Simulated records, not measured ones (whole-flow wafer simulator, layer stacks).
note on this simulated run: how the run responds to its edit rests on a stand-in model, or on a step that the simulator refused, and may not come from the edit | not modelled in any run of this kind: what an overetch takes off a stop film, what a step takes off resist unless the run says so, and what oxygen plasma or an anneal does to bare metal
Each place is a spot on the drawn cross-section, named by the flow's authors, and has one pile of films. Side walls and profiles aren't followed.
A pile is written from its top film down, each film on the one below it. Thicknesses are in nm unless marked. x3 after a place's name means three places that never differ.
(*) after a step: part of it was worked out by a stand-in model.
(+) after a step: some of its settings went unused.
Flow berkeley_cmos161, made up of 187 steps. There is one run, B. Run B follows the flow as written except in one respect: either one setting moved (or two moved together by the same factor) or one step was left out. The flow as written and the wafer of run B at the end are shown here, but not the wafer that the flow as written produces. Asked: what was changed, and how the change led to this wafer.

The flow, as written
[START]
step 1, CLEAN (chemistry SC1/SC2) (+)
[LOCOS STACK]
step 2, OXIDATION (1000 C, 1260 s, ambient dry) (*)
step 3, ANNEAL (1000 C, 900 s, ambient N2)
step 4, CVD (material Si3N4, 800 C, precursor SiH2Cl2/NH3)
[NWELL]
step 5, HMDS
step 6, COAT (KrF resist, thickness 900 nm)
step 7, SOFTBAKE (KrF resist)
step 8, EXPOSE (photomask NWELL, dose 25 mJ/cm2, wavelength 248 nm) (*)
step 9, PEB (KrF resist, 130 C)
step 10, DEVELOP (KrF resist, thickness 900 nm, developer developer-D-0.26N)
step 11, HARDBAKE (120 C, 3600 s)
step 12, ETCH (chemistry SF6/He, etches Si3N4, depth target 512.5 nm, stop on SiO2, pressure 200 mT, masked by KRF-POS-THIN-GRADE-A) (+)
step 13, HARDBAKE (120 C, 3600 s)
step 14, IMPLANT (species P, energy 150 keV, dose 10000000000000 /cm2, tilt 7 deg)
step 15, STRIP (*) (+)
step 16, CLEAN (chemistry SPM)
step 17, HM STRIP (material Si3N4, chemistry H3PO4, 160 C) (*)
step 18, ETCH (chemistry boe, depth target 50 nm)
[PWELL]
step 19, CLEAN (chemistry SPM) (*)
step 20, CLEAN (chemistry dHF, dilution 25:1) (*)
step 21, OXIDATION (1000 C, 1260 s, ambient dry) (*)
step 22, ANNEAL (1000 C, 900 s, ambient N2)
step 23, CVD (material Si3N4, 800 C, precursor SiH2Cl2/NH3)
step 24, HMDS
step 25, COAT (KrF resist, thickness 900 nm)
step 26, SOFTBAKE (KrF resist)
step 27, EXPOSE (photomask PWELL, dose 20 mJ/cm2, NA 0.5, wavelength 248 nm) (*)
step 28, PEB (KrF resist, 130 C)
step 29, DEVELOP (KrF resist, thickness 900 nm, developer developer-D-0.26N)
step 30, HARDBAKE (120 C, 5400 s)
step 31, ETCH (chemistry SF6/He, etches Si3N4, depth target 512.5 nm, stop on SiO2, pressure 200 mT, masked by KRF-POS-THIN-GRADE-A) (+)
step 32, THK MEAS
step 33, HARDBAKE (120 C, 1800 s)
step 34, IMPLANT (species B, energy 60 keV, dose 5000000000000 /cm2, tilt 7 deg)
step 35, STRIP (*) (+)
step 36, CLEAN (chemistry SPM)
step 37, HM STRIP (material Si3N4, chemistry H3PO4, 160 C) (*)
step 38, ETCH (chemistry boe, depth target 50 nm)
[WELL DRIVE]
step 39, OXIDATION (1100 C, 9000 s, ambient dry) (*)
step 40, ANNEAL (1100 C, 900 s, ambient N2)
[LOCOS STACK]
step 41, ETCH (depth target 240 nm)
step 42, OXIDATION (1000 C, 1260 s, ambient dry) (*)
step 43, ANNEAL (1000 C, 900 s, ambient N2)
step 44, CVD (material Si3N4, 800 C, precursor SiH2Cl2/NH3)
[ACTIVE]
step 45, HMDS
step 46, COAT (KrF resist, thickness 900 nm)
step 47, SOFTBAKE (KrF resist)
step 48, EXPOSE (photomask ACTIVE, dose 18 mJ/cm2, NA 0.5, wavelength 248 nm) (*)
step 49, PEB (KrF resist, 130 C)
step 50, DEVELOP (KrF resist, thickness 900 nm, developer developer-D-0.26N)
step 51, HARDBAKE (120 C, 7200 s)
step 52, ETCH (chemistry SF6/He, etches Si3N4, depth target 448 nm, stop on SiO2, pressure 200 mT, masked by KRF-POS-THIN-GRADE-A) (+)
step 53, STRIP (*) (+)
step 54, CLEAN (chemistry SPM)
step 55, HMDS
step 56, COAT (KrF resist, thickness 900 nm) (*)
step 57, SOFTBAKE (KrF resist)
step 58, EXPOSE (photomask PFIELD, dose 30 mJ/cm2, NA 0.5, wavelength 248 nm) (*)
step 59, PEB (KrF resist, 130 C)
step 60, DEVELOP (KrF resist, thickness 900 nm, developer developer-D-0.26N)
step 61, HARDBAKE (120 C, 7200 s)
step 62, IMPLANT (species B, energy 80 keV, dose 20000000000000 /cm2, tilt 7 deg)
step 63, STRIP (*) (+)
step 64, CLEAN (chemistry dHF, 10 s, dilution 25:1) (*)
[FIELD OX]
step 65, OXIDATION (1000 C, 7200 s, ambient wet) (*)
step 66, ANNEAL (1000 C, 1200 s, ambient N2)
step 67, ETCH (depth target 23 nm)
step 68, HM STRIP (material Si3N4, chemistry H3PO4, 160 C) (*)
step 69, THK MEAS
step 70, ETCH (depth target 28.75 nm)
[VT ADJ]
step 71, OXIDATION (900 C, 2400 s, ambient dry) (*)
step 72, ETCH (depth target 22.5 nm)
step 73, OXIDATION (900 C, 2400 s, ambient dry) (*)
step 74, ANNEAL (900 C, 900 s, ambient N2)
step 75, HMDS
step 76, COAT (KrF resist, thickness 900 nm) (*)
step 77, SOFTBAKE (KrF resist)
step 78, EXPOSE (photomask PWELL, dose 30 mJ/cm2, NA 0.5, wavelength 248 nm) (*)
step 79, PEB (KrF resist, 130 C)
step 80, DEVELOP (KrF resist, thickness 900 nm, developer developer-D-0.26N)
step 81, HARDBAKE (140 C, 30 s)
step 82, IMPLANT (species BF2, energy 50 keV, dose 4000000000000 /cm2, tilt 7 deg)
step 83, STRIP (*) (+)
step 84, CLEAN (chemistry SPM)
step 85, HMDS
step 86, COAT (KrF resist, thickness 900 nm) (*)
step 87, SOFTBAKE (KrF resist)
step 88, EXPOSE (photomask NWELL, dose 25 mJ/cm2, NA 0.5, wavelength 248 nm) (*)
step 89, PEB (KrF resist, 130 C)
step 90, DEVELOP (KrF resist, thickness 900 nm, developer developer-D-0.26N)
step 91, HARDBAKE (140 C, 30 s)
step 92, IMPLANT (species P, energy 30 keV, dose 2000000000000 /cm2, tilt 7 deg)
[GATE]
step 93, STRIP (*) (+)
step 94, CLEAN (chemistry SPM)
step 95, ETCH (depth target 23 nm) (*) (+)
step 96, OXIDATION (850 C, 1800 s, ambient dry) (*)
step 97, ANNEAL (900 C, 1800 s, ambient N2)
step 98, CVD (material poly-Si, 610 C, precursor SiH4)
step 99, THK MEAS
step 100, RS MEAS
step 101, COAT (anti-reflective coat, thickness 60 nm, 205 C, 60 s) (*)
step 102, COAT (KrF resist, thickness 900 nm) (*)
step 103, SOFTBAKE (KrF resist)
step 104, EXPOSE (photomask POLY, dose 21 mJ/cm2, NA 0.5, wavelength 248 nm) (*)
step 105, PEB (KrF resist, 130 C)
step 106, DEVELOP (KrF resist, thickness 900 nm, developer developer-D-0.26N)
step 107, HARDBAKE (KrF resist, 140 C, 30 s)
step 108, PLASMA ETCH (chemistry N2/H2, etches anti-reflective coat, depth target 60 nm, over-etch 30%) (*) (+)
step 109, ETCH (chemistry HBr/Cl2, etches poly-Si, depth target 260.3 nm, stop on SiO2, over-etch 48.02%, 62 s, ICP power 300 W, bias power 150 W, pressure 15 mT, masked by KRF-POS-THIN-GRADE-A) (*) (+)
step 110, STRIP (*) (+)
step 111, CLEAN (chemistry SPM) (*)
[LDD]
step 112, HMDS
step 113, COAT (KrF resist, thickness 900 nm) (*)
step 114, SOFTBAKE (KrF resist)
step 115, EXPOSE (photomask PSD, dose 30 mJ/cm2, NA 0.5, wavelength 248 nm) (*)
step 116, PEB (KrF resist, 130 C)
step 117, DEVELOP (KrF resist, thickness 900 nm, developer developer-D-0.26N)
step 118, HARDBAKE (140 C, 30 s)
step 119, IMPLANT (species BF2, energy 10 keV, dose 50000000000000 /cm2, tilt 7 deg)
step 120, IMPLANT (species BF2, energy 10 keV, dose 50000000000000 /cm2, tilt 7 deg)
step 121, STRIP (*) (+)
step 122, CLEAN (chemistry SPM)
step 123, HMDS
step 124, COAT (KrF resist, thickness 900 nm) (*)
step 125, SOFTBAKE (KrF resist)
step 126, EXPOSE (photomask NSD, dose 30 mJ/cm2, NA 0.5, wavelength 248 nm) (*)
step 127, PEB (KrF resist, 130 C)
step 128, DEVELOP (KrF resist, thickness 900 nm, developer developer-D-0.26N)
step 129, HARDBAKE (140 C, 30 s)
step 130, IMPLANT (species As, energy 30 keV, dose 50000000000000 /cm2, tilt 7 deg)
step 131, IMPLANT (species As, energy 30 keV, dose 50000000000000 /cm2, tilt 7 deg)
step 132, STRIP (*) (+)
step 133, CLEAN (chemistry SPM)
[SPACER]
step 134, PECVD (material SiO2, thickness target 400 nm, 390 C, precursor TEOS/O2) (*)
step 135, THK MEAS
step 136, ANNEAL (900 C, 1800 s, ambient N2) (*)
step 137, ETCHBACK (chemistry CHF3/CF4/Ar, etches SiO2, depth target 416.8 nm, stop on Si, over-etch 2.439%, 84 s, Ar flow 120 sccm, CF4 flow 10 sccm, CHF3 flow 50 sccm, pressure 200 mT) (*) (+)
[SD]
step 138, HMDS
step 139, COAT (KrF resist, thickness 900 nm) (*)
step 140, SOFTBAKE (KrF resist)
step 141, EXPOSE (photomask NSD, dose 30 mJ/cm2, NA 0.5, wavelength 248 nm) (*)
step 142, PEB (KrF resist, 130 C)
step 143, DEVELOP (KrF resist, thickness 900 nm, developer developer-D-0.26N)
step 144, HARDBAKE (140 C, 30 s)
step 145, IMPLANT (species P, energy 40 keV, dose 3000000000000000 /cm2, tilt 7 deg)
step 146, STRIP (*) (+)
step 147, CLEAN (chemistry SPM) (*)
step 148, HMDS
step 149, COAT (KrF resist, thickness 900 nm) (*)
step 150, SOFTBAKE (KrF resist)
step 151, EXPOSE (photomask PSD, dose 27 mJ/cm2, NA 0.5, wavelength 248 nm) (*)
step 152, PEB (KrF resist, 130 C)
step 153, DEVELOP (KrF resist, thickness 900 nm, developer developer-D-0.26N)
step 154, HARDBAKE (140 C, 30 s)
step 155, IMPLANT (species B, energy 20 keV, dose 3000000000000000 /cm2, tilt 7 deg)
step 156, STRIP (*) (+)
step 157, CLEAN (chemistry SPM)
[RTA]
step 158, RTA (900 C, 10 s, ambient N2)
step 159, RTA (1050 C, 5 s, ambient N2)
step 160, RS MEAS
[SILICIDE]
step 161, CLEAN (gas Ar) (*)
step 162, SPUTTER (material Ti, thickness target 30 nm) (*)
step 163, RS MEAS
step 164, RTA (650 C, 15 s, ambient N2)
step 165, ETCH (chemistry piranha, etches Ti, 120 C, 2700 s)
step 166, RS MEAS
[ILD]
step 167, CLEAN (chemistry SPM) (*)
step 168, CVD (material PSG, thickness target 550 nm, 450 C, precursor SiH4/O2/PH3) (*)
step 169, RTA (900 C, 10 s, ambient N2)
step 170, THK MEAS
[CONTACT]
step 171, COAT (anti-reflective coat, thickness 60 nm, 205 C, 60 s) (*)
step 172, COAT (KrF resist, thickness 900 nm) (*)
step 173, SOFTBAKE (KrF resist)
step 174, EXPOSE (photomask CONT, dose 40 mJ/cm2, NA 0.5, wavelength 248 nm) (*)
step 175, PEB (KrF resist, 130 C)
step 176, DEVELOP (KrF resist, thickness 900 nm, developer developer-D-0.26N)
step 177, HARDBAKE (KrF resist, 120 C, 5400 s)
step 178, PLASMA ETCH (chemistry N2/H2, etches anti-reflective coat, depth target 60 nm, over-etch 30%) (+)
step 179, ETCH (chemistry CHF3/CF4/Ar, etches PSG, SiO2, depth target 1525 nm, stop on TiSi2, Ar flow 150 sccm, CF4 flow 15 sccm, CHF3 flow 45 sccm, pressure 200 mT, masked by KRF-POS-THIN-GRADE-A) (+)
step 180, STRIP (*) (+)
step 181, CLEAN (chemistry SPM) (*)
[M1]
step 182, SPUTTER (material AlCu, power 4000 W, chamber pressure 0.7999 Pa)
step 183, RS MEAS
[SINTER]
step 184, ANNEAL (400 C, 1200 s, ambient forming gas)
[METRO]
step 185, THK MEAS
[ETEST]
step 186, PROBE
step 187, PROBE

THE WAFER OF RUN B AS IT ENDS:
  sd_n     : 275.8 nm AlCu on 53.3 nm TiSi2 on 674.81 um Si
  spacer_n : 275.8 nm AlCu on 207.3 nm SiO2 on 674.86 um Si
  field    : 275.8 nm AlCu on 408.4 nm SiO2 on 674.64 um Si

Cause: step 168, CVD: material PSG, thickness target 550 nm, 450 C, precursor SiH4/O2/PH3 (*), was omitted.

The path from the change to this, step by step:
  step 171, COAT (anti-reflective coat, thickness 60 nm, 205 C, 60 s) (*)
      field: +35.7 anti-reflective coat (new film) (in the flow as written it would be: +38.5 anti-reflective coat (new film))
      sd_n: +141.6 anti-reflective coat (new film) (in the flow as written it would be: +149.7 anti-reflective coat (new film))
      (as well as at 6 more places)
  step 178, PLASMA ETCH (chemistry N2/H2, etches anti-reflective coat, depth target 60 nm, over-etch 30%) (+)
      contact: -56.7 anti-reflective coat (all of it) (in the flow as written it would be: -61.4 anti-reflective coat (all of it), -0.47 PSG)
      field, sd_n, spacer_n, gate_n, sd_p, spacer_p, gate_p, m1: -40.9 KrF resist (in the flow as written it would be: -44.3 KrF resist)
  step 179, ETCH (chemistry CHF3/CF4/Ar, etches PSG, SiO2, depth target 1525 nm, stop on TiSi2, Ar flow 150 sccm, CF4 flow 15 sccm, CHF3 flow 45 sccm, pressure 200 mT, masked by KRF-POS-THIN-GRADE-A) (+)
      contact: -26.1 TiSi2 (in the flow as written it would be: -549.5 PSG (all of it), -3.81 TiSi2)
      field, sd_n, spacer_n, gate_n, sd_p, spacer_p, gate_p, m1: -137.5 KrF resist (in the flow as written it would be: -156.4 KrF resist)
  step 180, STRIP (*) (+)
      field: -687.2 KrF resist (all of it), -35.7 anti-reflective coat (all of it) (in the flow as written it would be: -665.1 KrF resist (all of it), -38.5 anti-reflective coat (all of it))
      sd_n: -720.6 KrF resist (all of it), -141.6 anti-reflective coat (all of it) (in the flow as written it would be: -692.5 KrF resist (all of it), -149.7 anti-reflective coat (all of it))
      (as well as at 6 more places)
  step 182, SPUTTER (material AlCu, power 4000 W, chamber pressure 0.7999 Pa)
      sd_p: +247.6 AlCu (new film) (in the flow as written it would be: +234.7 AlCu (new film))
      contact: +275.8 AlCu (new film) (in the flow as written it would be: +192.2 AlCu (new film))
